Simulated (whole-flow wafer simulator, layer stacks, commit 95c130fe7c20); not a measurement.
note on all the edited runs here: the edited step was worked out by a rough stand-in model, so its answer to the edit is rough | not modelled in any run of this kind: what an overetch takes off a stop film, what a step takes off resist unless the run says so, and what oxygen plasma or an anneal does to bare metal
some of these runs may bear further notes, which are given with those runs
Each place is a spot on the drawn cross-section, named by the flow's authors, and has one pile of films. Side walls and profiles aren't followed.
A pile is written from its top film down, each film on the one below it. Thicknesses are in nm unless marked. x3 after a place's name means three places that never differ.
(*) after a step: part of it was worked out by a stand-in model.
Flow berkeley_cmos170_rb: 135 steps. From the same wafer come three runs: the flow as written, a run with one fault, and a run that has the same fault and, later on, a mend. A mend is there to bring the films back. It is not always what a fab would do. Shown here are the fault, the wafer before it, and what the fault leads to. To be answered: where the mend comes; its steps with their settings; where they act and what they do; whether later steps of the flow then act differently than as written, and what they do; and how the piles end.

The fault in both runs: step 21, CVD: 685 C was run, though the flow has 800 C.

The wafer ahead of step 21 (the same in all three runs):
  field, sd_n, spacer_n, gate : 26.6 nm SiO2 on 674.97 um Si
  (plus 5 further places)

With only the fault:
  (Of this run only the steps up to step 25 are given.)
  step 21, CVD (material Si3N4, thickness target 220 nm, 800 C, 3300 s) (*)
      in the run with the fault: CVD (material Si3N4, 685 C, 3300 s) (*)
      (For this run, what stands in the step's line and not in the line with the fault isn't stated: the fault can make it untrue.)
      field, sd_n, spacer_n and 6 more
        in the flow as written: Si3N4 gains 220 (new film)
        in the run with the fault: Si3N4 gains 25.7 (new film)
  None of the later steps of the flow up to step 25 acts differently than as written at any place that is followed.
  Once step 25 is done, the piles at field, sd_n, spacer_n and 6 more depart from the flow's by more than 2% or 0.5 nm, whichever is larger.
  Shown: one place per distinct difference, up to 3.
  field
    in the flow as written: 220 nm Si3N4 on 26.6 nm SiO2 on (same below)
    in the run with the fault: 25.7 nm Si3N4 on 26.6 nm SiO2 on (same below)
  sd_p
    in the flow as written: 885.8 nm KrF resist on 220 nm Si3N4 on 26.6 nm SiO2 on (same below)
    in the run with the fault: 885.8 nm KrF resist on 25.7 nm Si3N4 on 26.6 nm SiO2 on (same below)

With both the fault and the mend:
  The mend follows step 21.
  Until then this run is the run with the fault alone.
  step 21a, ETCH (chemistry h3po4, depth target 29.05 nm) (the flow's step 16, run once more with other settings)
      field, sd_n, spacer_n and 6 more
        Si3N4 loses 25.7 (all of it)
  step 21b, CLEAN (*) (the flow's step 18, run once more)
      leaves every film unchanged at each place that is followed
  step 21c, CVD (material Si3N4, thickness target 220 nm, 800 C, 3300 s) (*) (the flow's step 21, run once more)
      field, sd_n, spacer_n and 6 more
        Si3N4 gains 220 (new film)
  None of the later steps of the flow acts differently than as written at any place that is followed.
  By the end, the piles equal the flow's at every place that both follow.
